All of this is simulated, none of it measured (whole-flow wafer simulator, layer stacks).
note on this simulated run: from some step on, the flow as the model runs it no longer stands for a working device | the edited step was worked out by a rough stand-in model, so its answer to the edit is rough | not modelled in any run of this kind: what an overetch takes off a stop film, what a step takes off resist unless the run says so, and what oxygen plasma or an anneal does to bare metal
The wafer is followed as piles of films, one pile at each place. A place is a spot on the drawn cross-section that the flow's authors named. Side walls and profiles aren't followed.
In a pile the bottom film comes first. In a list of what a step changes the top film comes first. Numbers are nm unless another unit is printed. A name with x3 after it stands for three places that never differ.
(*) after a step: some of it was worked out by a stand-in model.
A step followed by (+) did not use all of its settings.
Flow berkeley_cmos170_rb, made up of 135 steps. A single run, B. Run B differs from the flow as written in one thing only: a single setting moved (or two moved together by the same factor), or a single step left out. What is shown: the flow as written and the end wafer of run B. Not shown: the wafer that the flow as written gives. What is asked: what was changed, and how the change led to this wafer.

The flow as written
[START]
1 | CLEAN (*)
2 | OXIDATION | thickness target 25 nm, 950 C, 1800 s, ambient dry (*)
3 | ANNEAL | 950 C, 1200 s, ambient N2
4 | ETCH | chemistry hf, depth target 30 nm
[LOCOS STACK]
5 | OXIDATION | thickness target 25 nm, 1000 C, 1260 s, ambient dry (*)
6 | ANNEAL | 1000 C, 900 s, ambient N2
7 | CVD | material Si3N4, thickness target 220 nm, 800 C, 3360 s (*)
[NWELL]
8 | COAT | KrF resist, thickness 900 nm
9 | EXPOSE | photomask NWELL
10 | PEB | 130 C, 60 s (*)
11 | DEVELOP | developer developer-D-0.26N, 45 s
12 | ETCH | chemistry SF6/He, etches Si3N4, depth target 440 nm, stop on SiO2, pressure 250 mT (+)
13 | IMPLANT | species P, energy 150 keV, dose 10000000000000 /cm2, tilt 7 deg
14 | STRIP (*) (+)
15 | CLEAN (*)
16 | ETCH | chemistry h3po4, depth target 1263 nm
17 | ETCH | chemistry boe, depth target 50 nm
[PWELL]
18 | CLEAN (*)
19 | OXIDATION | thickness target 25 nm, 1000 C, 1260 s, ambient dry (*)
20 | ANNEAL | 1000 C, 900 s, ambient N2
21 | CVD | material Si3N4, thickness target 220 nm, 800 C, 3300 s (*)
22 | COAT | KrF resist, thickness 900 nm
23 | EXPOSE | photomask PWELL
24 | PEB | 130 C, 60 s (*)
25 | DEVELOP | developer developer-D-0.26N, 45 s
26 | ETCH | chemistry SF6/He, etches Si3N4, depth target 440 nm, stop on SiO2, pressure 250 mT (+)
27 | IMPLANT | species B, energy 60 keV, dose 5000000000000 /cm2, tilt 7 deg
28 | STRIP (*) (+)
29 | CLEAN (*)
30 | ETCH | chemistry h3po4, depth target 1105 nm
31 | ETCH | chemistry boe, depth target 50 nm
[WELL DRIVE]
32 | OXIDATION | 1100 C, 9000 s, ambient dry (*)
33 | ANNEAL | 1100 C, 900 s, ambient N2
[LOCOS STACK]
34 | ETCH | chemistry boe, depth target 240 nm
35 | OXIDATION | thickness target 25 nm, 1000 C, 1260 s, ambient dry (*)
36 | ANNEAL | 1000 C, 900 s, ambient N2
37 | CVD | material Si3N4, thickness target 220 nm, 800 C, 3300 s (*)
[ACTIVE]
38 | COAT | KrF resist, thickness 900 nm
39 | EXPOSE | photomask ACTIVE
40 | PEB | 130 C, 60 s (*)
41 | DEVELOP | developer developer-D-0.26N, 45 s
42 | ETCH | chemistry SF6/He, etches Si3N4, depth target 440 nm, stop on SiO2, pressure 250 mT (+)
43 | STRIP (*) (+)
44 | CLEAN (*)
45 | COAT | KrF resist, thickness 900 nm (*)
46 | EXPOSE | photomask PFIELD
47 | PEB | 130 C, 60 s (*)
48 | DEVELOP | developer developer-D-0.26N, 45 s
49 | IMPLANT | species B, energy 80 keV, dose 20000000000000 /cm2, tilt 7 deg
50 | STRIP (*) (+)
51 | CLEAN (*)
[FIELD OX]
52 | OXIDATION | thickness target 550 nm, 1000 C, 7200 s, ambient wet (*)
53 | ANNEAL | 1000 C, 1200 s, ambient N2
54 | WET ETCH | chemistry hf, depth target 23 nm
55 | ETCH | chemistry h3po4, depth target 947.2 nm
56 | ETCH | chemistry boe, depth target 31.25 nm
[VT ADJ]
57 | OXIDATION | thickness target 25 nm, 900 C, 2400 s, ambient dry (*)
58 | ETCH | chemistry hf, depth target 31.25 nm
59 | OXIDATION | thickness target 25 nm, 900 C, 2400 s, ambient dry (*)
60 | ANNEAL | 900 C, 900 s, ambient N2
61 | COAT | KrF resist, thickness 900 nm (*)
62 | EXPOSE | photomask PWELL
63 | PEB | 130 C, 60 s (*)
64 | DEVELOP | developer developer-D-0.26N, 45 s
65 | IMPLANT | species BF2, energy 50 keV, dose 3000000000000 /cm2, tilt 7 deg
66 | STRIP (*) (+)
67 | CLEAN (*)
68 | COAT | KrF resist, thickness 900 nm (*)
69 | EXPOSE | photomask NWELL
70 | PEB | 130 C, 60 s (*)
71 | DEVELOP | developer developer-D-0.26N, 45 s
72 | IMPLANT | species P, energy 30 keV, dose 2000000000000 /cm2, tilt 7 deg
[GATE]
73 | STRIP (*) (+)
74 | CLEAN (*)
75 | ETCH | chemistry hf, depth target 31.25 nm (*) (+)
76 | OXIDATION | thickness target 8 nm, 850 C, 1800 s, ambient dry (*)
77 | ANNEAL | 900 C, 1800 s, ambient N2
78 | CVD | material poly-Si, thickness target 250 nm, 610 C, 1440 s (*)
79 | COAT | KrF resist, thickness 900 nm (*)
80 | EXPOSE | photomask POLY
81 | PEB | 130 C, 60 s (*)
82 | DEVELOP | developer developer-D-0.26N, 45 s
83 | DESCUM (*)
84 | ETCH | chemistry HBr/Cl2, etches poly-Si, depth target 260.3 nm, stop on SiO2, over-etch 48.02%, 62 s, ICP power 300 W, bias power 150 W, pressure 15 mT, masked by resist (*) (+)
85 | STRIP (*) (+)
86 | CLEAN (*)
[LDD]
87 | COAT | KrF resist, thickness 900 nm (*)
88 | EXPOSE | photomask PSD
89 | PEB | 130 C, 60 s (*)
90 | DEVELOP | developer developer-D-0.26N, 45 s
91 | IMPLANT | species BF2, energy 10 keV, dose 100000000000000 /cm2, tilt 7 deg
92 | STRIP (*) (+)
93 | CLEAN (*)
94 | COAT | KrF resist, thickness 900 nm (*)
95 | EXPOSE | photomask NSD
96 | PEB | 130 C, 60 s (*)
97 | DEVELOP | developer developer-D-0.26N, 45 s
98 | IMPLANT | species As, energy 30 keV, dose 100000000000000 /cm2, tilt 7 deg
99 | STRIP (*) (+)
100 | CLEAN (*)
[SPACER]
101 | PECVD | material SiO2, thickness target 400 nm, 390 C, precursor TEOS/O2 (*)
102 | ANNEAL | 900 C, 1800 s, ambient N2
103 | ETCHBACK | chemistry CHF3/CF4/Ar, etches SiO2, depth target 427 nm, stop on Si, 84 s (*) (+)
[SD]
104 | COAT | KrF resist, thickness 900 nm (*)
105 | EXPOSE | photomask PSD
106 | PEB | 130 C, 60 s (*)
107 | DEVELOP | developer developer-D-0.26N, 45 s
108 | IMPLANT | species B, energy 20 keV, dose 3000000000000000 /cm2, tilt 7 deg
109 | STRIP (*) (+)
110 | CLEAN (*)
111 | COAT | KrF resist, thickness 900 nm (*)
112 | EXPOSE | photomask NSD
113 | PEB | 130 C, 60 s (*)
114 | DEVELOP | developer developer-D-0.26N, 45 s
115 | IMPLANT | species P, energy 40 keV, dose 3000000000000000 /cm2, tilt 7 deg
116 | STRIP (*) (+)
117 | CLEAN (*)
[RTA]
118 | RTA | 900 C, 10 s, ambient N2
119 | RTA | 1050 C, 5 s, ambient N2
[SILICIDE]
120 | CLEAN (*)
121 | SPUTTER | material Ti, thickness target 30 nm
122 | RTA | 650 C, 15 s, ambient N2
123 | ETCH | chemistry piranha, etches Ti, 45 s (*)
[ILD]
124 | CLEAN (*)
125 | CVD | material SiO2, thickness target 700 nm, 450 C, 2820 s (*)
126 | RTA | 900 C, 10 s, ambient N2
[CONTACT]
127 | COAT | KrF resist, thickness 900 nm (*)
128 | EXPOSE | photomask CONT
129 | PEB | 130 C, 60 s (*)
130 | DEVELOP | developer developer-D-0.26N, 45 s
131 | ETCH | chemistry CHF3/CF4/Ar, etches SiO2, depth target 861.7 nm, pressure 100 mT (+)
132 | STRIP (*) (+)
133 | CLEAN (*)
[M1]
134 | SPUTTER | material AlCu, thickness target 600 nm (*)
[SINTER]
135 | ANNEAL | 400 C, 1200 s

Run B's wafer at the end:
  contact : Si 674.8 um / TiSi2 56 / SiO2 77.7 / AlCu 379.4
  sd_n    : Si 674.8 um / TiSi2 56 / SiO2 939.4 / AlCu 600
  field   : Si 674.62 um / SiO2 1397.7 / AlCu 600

The reason: step 125, CVD: thickness target 939.4 nm was run, whereas the flow has thickness target 700 nm; step 125, CVD: 3784 s was run, where the flow has 2820 s.
The wafer lets one read it off: sd_n has SiO2 939.4, and step 125 as written asks for 700 nm.

How this came from the change, step by step:
  125 | CVD | material SiO2, thickness target 700 nm, 450 C, 2820 s (*)
      sd_n, gate, sd_p, gate_p, contact, m1: +939.4 SiO2 (new film) (as written it would have been: +700 SiO2 (new film))
      field, spacer_n, spacer_p: +939.4 SiO2 (as written it would have been: +700 SiO2)
  131 | ETCH | chemistry CHF3/CF4/Ar, etches SiO2, depth target 861.7 nm, pressure 100 mT (+)
      contact: -861.7 SiO2 (as written it would have been: -700 SiO2 (all of it), -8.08 TiSi2)
  134 | SPUTTER | material AlCu, thickness target 600 nm (*)
      contact: +379.4 AlCu (new film) (as written it would have been: +415.1 AlCu (new film))
